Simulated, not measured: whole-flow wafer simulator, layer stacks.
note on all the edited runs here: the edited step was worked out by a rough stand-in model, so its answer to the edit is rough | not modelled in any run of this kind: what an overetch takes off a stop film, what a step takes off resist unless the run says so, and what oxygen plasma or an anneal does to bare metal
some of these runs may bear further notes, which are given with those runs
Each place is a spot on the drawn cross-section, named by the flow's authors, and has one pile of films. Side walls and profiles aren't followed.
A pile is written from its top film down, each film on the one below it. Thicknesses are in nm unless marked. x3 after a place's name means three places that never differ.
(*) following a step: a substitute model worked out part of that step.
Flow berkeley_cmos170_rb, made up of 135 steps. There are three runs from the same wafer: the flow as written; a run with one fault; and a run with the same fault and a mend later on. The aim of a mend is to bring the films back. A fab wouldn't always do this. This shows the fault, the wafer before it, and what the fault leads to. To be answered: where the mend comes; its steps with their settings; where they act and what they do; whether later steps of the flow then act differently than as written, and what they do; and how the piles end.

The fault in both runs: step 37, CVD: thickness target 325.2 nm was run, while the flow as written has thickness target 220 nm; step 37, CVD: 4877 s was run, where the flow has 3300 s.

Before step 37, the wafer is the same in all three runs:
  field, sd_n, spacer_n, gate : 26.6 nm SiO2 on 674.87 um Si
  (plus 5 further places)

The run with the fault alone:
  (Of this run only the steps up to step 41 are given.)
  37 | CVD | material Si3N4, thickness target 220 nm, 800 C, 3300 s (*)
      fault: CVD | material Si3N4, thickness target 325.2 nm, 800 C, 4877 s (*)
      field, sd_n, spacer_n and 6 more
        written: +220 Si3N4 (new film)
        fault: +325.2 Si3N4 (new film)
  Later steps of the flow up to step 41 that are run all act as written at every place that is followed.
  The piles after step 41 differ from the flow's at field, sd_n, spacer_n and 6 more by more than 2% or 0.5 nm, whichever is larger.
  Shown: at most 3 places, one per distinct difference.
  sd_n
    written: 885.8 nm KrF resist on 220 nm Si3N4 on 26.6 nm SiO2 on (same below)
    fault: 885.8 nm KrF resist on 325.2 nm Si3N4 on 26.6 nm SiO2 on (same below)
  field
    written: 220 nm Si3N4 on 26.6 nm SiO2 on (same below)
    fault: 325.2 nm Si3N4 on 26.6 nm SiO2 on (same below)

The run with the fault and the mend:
  After step 37 comes the mend.
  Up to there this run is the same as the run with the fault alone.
  37a | ETCH | chemistry h3po4, depth target 373.5 nm (the flow's step 30, run once more with other settings)
      field, sd_n, spacer_n and 6 more
        -325.2 Si3N4 (all of it)
  37b | CLEAN (*)
      leaves every film unchanged at each place that is followed
  37c | CVD | material Si3N4, thickness target 220 nm, 800 C, 3300 s (*) (the flow's step 37, run once more)
      field, sd_n, spacer_n and 6 more
        +220 Si3N4 (new film)
  Later steps of the flow that are run all act as written at every place that is followed.
  At every place that both follow, the piles at the end match the flow's.
